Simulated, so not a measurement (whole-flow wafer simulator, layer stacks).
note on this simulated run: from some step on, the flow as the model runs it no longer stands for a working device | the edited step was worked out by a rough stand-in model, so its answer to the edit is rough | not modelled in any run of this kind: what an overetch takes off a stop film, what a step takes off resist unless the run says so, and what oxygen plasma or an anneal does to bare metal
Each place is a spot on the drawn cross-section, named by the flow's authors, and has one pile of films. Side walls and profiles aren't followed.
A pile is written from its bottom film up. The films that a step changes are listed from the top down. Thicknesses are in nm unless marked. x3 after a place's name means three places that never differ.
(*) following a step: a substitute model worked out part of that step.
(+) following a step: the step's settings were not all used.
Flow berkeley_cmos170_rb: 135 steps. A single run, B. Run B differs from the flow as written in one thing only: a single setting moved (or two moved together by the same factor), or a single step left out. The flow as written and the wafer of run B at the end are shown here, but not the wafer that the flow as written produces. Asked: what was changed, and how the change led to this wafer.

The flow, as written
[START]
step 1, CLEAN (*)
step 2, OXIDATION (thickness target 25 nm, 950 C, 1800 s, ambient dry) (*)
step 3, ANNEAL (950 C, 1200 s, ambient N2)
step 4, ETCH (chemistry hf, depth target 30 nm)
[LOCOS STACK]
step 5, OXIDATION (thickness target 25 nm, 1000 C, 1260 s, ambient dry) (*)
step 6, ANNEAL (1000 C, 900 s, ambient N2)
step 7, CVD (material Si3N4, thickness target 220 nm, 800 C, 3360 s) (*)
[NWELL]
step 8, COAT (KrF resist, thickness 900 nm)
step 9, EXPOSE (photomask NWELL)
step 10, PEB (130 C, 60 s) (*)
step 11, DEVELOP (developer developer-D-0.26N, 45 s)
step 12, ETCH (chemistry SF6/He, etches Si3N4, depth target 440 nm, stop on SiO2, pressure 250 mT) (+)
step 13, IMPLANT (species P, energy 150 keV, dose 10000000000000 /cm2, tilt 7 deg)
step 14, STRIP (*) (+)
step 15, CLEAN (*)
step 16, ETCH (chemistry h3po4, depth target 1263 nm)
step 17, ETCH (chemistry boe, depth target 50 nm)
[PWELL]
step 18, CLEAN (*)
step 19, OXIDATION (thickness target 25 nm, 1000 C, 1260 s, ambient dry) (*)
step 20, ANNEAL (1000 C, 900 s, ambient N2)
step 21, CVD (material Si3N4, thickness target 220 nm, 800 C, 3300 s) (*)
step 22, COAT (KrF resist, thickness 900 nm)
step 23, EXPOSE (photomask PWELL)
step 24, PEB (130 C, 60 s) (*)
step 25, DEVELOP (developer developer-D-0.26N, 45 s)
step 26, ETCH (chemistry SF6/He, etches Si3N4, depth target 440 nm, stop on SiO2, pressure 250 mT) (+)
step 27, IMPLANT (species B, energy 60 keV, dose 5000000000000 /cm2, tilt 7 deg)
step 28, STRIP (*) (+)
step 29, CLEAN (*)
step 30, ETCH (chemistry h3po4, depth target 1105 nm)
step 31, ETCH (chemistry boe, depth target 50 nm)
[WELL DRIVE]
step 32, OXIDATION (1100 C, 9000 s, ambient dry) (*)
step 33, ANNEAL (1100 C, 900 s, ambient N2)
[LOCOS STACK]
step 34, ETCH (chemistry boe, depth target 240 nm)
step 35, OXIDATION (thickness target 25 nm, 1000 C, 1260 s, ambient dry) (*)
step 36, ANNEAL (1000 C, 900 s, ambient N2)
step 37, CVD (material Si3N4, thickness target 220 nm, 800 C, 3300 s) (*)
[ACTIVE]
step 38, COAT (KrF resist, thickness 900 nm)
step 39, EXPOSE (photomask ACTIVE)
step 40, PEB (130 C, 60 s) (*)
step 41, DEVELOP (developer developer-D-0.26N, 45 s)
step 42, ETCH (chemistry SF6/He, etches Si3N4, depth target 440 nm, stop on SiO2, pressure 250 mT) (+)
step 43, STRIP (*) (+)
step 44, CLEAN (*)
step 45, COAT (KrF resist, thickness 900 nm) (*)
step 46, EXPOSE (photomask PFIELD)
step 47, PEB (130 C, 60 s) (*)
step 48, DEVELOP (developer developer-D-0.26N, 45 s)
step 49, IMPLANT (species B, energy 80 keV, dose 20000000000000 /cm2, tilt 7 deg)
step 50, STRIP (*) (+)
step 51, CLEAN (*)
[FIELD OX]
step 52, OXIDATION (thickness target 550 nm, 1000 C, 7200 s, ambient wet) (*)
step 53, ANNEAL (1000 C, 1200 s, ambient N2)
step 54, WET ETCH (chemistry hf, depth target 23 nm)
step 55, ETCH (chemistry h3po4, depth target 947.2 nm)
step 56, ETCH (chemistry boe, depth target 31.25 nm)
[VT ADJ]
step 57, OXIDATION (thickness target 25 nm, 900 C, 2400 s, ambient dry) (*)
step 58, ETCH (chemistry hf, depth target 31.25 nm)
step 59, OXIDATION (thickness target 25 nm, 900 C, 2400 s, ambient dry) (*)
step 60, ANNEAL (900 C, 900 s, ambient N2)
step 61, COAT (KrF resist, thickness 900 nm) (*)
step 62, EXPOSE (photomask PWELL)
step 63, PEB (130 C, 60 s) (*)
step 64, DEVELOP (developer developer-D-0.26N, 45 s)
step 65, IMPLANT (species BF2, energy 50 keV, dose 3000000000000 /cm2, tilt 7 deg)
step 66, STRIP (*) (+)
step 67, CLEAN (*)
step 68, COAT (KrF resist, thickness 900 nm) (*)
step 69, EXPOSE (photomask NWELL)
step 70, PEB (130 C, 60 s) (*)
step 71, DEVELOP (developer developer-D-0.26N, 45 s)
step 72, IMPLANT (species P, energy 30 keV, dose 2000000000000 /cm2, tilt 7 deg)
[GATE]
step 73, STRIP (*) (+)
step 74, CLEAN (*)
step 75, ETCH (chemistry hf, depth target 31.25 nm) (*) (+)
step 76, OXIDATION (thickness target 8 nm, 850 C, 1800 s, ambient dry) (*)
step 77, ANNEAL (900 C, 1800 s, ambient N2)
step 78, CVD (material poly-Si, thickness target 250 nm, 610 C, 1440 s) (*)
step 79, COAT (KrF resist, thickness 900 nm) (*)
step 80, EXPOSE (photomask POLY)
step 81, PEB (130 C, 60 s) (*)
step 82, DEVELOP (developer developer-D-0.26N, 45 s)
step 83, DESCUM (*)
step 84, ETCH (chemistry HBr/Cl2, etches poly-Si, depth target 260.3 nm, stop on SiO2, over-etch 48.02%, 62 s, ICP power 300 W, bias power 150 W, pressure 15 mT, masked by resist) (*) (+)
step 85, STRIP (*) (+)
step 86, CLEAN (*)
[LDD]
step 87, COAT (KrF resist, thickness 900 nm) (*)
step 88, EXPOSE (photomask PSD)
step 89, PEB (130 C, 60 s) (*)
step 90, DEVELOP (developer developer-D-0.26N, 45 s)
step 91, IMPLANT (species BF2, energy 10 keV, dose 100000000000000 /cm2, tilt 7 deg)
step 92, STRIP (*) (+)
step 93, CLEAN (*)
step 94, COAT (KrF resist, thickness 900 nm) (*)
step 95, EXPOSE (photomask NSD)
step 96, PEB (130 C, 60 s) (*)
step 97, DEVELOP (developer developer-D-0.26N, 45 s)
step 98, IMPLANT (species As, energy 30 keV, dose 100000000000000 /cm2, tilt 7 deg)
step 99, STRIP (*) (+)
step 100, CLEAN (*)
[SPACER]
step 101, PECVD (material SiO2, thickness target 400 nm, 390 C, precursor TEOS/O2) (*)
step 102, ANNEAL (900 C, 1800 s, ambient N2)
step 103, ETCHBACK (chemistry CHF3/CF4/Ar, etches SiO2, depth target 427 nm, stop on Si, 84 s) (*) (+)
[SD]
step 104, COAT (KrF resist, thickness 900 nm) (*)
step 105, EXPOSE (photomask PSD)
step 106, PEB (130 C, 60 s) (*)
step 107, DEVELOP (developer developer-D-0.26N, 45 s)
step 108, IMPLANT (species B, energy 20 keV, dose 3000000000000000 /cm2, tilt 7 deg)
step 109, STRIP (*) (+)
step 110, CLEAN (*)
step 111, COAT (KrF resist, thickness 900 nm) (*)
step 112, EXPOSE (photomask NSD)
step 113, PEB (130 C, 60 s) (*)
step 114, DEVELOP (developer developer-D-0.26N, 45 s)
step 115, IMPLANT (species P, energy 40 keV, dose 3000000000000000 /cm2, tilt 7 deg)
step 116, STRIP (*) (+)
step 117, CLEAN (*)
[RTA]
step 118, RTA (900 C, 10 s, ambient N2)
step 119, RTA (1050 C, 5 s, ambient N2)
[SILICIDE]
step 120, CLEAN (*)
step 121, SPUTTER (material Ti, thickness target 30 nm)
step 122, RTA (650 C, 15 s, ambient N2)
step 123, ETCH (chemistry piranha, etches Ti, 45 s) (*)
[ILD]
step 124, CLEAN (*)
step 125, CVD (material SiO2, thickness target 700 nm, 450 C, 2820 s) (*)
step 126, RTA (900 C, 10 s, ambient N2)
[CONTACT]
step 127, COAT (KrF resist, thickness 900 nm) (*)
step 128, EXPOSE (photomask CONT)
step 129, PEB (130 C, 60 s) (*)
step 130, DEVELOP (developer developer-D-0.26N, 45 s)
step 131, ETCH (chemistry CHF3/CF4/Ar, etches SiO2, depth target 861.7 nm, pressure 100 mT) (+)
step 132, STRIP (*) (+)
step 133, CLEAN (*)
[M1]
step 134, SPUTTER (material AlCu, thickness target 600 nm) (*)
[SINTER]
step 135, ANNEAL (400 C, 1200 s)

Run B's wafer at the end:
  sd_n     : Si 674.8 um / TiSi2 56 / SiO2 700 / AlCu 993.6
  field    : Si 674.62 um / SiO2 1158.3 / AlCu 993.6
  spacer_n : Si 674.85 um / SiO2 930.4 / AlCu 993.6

The reason: step 134, SPUTTER: thickness target 993.6 nm was run, while the flow as written has thickness target 600 nm.
One can read it off the wafer: sd_n has AlCu 993.6, and step 134 as written asks for 600 nm.

How this came from the change, step by step:
  step 134, SPUTTER (material AlCu, thickness target 600 nm) (*)
      field, sd_n, spacer_n, gate, spacer_p, gate_p, m1: +993.6 AlCu (new film) (it would be, as written: +600 AlCu (new film))
      sd_p: +926.6 AlCu (new film) (it would be, as written: +545.9 AlCu (new film))
      (also at 1 further place)
